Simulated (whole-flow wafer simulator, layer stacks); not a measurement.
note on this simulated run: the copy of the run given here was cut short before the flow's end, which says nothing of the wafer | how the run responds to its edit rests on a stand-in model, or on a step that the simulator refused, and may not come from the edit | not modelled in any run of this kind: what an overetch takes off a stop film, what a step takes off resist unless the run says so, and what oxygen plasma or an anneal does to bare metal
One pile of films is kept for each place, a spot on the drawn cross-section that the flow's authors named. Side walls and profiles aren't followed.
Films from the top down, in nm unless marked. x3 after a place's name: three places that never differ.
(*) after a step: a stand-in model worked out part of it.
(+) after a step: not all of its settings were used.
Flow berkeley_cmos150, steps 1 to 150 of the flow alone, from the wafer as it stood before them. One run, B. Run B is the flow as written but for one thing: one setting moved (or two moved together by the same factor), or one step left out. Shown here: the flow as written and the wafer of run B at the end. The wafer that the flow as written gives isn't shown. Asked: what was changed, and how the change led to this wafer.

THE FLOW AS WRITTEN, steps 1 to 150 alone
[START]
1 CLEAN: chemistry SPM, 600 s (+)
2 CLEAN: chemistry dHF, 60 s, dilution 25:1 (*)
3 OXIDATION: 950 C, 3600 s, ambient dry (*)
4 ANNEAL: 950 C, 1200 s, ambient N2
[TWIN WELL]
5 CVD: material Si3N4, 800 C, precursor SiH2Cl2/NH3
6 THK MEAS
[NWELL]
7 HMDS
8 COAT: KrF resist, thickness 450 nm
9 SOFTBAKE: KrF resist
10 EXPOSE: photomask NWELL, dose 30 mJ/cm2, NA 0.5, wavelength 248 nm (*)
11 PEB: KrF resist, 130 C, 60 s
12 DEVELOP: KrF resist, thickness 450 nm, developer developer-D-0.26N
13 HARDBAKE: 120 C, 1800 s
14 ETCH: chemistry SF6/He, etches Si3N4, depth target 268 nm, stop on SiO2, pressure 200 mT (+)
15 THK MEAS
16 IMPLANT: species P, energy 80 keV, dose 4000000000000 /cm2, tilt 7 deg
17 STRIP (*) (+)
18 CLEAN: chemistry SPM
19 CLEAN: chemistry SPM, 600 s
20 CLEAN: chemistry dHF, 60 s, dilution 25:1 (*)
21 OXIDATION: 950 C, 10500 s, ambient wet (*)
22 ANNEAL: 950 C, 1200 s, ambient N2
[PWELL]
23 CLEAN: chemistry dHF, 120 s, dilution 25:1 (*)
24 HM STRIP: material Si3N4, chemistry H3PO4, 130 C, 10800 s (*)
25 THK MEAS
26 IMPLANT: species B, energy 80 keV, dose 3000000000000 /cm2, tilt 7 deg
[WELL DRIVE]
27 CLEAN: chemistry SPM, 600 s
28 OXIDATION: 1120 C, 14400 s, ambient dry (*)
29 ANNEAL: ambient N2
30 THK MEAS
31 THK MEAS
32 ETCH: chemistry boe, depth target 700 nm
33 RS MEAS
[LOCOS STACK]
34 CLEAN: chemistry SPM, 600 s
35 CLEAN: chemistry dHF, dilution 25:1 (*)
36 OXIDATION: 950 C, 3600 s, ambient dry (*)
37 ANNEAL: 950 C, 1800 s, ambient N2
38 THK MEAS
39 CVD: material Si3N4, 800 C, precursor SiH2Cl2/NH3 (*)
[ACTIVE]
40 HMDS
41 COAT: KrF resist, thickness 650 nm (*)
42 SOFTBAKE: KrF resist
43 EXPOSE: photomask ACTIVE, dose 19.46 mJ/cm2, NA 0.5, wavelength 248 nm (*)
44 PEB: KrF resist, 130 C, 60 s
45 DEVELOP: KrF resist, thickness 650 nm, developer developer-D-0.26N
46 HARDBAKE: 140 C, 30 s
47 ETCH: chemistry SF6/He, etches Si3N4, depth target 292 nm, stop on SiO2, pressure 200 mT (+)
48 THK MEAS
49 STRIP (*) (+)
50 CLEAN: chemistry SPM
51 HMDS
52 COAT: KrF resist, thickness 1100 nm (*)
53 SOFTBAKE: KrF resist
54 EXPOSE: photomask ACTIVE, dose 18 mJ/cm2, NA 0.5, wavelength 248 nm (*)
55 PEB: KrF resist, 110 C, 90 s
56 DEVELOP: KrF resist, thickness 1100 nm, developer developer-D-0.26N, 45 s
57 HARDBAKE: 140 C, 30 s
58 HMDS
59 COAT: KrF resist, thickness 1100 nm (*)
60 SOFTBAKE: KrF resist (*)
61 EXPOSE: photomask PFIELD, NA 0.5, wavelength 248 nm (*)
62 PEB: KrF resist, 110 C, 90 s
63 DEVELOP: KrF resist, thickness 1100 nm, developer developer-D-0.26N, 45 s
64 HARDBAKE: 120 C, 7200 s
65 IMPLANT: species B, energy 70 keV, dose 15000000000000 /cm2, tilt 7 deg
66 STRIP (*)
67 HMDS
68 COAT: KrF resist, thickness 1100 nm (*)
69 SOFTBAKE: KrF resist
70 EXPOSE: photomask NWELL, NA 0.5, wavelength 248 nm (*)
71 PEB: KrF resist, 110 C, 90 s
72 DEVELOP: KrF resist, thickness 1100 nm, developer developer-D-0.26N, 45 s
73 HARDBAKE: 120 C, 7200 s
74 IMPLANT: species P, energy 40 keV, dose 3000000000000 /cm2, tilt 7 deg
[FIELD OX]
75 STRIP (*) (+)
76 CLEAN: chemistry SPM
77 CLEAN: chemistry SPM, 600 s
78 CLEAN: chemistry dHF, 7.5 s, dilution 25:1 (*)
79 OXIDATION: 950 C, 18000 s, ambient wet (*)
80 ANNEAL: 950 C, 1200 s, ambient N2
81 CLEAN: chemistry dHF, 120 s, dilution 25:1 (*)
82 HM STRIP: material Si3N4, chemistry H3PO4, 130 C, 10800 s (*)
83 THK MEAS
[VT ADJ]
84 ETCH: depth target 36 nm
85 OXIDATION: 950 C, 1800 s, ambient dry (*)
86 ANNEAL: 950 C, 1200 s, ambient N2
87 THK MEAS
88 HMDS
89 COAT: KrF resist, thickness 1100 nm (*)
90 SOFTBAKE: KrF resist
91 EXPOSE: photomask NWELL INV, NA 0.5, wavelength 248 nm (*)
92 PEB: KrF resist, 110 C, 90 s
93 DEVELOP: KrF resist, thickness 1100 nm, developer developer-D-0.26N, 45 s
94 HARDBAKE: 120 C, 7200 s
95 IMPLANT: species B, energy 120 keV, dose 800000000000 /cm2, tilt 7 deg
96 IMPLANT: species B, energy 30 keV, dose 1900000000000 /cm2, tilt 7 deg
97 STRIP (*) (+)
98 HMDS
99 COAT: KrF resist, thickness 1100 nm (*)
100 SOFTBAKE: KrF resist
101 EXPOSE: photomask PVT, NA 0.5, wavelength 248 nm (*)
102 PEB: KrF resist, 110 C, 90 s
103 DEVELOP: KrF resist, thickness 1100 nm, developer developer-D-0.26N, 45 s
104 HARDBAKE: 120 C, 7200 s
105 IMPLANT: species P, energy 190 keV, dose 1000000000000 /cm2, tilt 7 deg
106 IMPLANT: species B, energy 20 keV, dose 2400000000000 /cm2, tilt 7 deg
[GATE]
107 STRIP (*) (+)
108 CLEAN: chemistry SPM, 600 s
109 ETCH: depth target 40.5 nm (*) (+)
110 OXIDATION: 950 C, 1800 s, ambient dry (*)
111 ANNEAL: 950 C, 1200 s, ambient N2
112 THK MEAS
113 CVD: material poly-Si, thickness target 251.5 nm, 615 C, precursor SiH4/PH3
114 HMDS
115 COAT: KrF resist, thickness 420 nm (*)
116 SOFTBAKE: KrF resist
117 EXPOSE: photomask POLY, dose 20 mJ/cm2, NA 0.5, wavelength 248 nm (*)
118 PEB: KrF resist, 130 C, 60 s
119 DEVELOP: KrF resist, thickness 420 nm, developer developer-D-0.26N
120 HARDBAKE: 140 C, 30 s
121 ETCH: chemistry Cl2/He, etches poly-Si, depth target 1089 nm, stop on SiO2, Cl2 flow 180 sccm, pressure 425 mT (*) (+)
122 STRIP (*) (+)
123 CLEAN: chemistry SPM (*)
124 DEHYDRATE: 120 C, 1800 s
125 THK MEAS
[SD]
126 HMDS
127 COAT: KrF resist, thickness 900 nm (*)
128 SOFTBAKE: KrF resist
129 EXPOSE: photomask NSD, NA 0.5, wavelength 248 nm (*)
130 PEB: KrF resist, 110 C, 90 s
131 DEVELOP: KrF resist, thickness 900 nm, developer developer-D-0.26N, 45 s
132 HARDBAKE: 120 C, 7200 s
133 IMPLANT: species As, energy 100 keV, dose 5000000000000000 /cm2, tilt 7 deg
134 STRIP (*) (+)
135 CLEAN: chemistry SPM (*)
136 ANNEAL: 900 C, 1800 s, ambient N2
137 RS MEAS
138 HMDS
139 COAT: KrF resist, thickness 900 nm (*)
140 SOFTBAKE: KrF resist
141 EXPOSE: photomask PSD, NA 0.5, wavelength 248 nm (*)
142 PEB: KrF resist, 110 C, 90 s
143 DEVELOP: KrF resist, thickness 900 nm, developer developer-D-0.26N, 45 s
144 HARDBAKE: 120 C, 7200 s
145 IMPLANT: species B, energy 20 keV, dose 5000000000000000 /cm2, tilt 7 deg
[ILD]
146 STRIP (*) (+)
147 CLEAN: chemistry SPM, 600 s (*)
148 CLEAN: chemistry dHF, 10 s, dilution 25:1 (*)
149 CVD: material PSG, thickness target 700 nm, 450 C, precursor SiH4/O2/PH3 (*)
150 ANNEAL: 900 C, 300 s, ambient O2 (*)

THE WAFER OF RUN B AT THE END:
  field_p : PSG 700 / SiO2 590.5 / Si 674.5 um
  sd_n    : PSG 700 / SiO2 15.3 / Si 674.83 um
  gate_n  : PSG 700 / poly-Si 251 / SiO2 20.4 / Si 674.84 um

The cause: step 32, ETCH: depth target 385 nm was run, where the flow has depth target 700 nm.

How the change led to this, step by step:
  32 ETCH: chemistry boe, depth target 700 nm
      field_p, sd_p, gate_p: SiO2 -385 (as written it would be: SiO2 -555.5 (all of it))
  34 CLEAN: chemistry SPM, 600 s
      field_p, sd_p, gate_p: nothing (as written it would be: chemical SiO2 +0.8 (new film), Si -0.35)
  35 CLEAN: chemistry dHF, dilution 25:1 (*)
      field_p, sd_p, gate_p: nothing (as written it would be: chemical SiO2 -0.8 (all of it))
  36 OXIDATION: 950 C, 3600 s, ambient dry (*)
      field_p, sd_p, gate_p: SiO2 +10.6, Si -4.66 (as written it would be: SiO2 +31.5 (new film), Si -13.8)
  41 COAT: KrF resist, thickness 650 nm (*)
      field_p: KrF resist +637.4 (new film) (as written it would be: KrF resist +715.2 (new film))
      sd_n: KrF resist +653.3 (new film) (as written it would be: KrF resist +633.7 (new film))
      (and at 2 more places)
  45 DEVELOP: KrF resist, thickness 650 nm, developer developer-D-0.26N
      field_p: KrF resist -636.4 (all of it) (as written it would be: KrF resist -714.1 (all of it))
  46 HARDBAKE: 140 C, 30 s
      sd_n: KrF resist -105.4 (as written it would be: KrF resist -102.2)
      sd_p: KrF resist -103.4 (as written it would be: KrF resist -112.2)
      (and at 1 more place)
  49 STRIP (*) (+)
      sd_n: KrF resist -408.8 (all of it) (as written it would be: KrF resist -392.4 (all of it))
      sd_p: KrF resist -398.7 (all of it) (as written it would be: KrF resist -442.9 (all of it))
      (and at 1 more place)
  52 COAT: KrF resist, thickness 1100 nm (*)
      field: KrF resist +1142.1 (new film) (as written it would be: KrF resist +1106.9 (new film))
      field_p: KrF resist +1120.8 (new film) (as written it would be: KrF resist +1219.5 (new film))
      (and at 3 more places)
  55 PEB: KrF resist, 110 C, 90 s
      field_p: KrF resist -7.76 (as written it would be: KrF resist -8.46)
      sd_p: KrF resist -7.13 (as written it would be: KrF resist -7.69)
      (and at 1 more place)
  56 DEVELOP: KrF resist, thickness 1100 nm, developer developer-D-0.26N, 45 s
      field: KrF resist -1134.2 (all of it) (as written it would be: KrF resist -1099.3 (all of it))
      field_p: KrF resist -1113.1 (all of it) (as written it would be: KrF resist -1211 (all of it))
  57 HARDBAKE: 140 C, 30 s
      sd_n: KrF resist -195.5 (as written it would be: KrF resist -191.5)
      sd_p: KrF resist -193.7 (as written it would be: KrF resist -208.8)
      (and at 1 more place)
  59 COAT: KrF resist, thickness 1100 nm (*)
      field: KrF resist +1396 (new film) (as written it would be: KrF resist +1365.4 (new film))
      field_p: KrF resist +1376.8 (new film) (as written it would be: KrF resist +1484.3 (new film))
      (and at 2 more places)
  62 PEB: KrF resist, 110 C, 90 s
      field_p: KrF resist -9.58 (as written it would be: KrF resist -10.4)
  63 DEVELOP: KrF resist, thickness 1100 nm, developer developer-D-0.26N, 45 s
      field: KrF resist -1386.3 (all of it) (as written it would be: KrF resist -1355.9 (all of it))
  64 HARDBAKE: 120 C, 7200 s
      field_p: KrF resist -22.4 (as written it would be: KrF resist -24.4)
      sd_p: KrF resist -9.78 (as written it would be: KrF resist -10.3)
      (and at 1 more place)
  ... 31 more steps ...
  146 STRIP (*) (+)
      field: KrF resist -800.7 (all of it) (as written it would be: KrF resist -778.1 (all of it))
      field_p: KrF resist -819 (all of it) (as written it would be: KrF resist -882.7 (all of it))
